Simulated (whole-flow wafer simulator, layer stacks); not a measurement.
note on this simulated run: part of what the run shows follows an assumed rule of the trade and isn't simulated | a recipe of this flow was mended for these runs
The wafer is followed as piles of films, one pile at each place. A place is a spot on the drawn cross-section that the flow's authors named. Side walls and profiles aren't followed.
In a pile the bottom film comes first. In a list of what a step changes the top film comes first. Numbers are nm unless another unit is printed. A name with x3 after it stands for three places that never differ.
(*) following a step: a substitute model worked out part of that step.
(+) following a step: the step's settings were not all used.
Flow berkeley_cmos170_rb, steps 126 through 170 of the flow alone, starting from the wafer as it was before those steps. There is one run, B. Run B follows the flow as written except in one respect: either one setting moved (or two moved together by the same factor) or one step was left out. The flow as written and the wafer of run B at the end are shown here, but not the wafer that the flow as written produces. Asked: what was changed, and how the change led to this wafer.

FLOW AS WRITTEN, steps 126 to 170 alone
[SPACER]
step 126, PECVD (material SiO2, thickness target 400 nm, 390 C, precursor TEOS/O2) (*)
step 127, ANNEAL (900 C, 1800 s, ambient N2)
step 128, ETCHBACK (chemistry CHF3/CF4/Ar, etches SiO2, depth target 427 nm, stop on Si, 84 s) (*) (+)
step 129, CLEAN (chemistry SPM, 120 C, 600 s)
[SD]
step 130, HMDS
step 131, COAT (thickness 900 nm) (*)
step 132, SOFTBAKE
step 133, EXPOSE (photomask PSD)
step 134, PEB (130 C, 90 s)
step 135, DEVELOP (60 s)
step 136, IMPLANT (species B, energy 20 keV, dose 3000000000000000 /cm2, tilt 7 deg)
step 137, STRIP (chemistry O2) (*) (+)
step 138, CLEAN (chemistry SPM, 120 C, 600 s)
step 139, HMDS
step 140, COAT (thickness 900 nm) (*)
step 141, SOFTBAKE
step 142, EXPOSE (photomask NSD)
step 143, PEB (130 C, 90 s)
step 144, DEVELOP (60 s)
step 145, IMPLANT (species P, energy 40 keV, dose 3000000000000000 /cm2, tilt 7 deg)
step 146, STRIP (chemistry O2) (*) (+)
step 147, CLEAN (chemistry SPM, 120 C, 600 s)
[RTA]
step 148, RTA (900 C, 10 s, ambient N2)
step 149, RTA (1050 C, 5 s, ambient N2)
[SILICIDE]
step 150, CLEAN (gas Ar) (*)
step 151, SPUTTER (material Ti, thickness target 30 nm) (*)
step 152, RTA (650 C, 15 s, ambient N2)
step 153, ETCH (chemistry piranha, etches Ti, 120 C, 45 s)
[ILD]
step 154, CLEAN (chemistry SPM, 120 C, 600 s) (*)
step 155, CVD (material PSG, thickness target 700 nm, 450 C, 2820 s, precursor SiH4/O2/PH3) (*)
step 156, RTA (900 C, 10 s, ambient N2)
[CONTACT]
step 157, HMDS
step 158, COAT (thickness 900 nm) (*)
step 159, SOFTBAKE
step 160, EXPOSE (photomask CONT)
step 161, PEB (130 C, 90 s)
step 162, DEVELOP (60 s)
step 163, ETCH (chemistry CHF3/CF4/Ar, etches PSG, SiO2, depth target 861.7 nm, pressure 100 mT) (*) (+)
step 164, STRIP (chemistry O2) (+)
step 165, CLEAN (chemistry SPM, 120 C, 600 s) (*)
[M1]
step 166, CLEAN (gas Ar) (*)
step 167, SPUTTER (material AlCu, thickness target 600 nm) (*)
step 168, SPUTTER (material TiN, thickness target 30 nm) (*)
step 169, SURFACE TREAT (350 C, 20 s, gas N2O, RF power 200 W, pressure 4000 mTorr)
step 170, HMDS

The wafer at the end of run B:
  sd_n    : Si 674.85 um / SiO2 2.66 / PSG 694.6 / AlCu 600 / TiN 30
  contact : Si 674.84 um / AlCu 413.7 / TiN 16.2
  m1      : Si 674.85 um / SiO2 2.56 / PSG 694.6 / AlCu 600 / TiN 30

What caused this: step 126, PECVD: thickness target 429 nm was run, while the flow as written has thickness target 400 nm.

Step by step, how the change led to this:
  step 126, PECVD (material SiO2, thickness target 400 nm, 390 C, precursor TEOS/O2) (*)
      field, sd_n, contact, m1: SiO2 gains 429 (as written it would have been: SiO2 gains 400)
      spacer_n, sd_p, spacer_p: SiO2 gains 413.1 (as written it would have been: SiO2 gains 385.3)
      (as well as at 2 more places)
  step 128, ETCHBACK (chemistry CHF3/CF4/Ar, etches SiO2, depth target 427 nm, stop on Si, 84 s) (*) (+)
      gate, gate_p: SiO2 loses 427 (as written it would have been: SiO2 loses 400 (all of it), chemical SiO2 loses 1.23 (all of it), poly-Si loses 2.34)
      sd_n: SiO2 loses 427 (as written it would have been: SiO2 loses 406 (all of it), Si loses 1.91)
      (as well as at 3 more places)
  step 129, CLEAN (chemistry SPM, 120 C, 600 s)
      sd_n, contact, m1: nothing (as written it would have been: chemical SiO2 gains 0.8 (new film), Si loses 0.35)
      gate, gate_p: nothing (as written it would have been: chemical SiO2 gains 0.8 (new film), poly-Si loses 0.35)
  step 131, COAT (thickness 900 nm) (*)
      spacer_n: KrF-resist gains 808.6 (new film) (as written it would have been: KrF-resist gains 791.7 (new film))
      gate: KrF-resist gains 814.5 (new film) (as written it would have been: KrF-resist gains 770.7 (new film))
      (as well as at 2 more places)
  step 135, DEVELOP (60 s)
      sd_p: KrF-resist loses 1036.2 (all of it) (as written it would have been: KrF-resist loses 1006.4 (all of it))
      gate_p: KrF-resist loses 801 (all of it) (as written it would have been: KrF-resist loses 762.3 (all of it))
  step 137, STRIP (chemistry O2) (*) (+)
      gate: KrF-resist loses 797.7 (all of it) (as written it would have been: KrF-resist loses 754.1 (all of it), chemical SiO2 gains 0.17, poly-Si loses 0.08)
      spacer_n: KrF-resist loses 791.9 (all of it) (as written it would have been: KrF-resist loses 775.1 (all of it))
  step 140, COAT (thickness 900 nm) (*)
      spacer_n: KrF-resist gains 808.6 (new film) (as written it would have been: KrF-resist gains 791.4 (new film))
      gate: KrF-resist gains 814.5 (new film) (as written it would have been: KrF-resist gains 770.4 (new film))
      (as well as at 2 more places)
  step 144, DEVELOP (60 s)
      spacer_n: KrF-resist loses 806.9 (all of it) (as written it would have been: KrF-resist loses 789.7 (all of it))
      gate: KrF-resist loses 812.7 (all of it) (as written it would have been: KrF-resist loses 768.7 (all of it))
  step 146, STRIP (chemistry O2) (*) (+)
      gate_p: KrF-resist loses 786.1 (all of it) (as written it would have been: KrF-resist loses 747.2 (all of it), chemical SiO2 gains 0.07)
      sd_p: KrF-resist loses 1021.1 (all of it), chemical SiO2 gains 0.07 (as written it would have been: KrF-resist loses 991.3 (all of it), chemical SiO2 gains 0.07)
  step 150, CLEAN (gas Ar) (*)
      sd_n, contact, m1: SiO2 loses 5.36 (as written it would have been: chemical SiO2 loses 1.23 (all of it))
      gate, gate_p: SiO2 loses 2 (all of it), chemical SiO2 loses 1.23 (all of it), poly-Si loses 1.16 (as written it would have been: chemical SiO2 loses 1.23 (all of it), poly-Si loses 2.24)
  step 151, SPUTTER (material Ti, thickness target 30 nm) (*)
      sd_p: Ti gains 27 (new film) (as written it would have been: Ti gains 27.9 (new film))
  step 152, RTA (650 C, 15 s, ambient N2)
      sd_n, contact, m1: nothing (as written it would have been: Ti loses 23.4, TiSi first gains 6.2 (new film), TiSi2 C49 gains 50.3 (new film), Si loses 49)
      sd_p: Ti loses 21.1, TiSi first gains 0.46 (new film), TiSi2 C49 gains 52.9 (new film), Si loses 47.6 (as written it would have been: Ti loses 21.8, TiSi first gains 2.13 (new film), TiSi2 C49 gains 52.2 (new film), Si loses 48)
  step 153, ETCH (chemistry piranha, etches Ti, 120 C, 45 s)
      sd_n, contact, m1: Ti loses 30 (all of it) (as written it would have been: Ti loses 6.6 (all of it), TiSi first loses 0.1)
  step 155, CVD (material PSG, thickness target 700 nm, 450 C, 2820 s, precursor SiH4/O2/PH3) (*)
      sd_p: PSG gains 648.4 (new film) (as written it would have been: PSG gains 664.1 (new film))
  step 156, RTA (900 C, 10 s, ambient N2)
      sd_n, contact, m1: nothing (as written it would have been: under 1 film: TiSi2 gains 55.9 (new film), TiSi first loses 6.09 (all of it), TiSi2 C49 loses 50.3 (all of it), Si loses 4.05)
      sd_p: under 1 film: TiSi2 gains 50.4 (new film), TiSi first loses 0.36 (all of it), TiSi2 C49 loses 52.9 (all of it), Si loses 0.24 (as written it would have been: under 1 film: TiSi2 gains 52 (new film), TiSi first loses 2.02 (all of it), TiSi2 C49 loses 52.2 (all of it), Si loses 1.34)
  step 158, COAT (thickness 900 nm) (*)
      gate: KrF-resist gains 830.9 (new film) (as written it would have been: KrF-resist gains 810 (new film))
      sd_p: KrF-resist gains 1088.1 (new film) (as written it would have been: KrF-resist gains 1055.8 (new film))
      (as well as at 1 more place)
  ... 4 further steps ...
  step 168, SPUTTER (material TiN, thickness target 30 nm) (*)
      sd_p: TiN gains 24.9 (new film) (as written it would have been: TiN gains 25.8 (new film))
